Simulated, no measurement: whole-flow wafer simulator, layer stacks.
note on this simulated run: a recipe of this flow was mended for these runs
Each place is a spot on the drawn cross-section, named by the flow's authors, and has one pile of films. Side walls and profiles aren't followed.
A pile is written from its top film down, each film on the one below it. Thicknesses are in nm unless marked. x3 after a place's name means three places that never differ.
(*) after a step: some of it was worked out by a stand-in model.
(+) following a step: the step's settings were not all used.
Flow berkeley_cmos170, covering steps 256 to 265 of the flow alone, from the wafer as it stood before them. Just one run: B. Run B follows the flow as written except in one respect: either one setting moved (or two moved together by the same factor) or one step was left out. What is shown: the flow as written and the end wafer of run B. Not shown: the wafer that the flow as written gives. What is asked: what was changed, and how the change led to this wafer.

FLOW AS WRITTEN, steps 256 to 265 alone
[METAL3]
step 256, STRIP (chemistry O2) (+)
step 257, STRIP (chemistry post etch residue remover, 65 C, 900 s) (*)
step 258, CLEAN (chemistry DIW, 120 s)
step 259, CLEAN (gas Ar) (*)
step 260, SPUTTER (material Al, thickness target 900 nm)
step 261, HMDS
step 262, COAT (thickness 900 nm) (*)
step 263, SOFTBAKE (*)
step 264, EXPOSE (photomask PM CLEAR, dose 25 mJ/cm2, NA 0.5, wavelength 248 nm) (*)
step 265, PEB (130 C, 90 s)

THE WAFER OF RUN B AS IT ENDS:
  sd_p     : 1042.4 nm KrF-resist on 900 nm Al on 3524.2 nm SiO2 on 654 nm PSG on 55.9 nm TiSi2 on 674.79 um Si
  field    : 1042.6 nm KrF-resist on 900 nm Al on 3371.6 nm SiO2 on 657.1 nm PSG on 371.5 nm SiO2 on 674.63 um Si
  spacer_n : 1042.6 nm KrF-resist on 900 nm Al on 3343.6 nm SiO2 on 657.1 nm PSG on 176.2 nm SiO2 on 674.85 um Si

Cause: step 262, COAT: thickness 1045 nm was run, while the flow as written has thickness 900 nm.

The path from the change to this, step by step:
  step 262, COAT (thickness 900 nm) (*)
      sd_p, spacer_p, gate_p: +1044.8 KrF-resist (new film) (as written it would have been: +899.8 KrF-resist (new film))
      field, mark: +1045 KrF-resist (new film) (as written it would have been: +900 KrF-resist (new film))
      (and at 8 other places as well)
  step 265, PEB (130 C, 90 s)
      via2: -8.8 KrF-resist (as written it would have been: -7.55 KrF-resist)
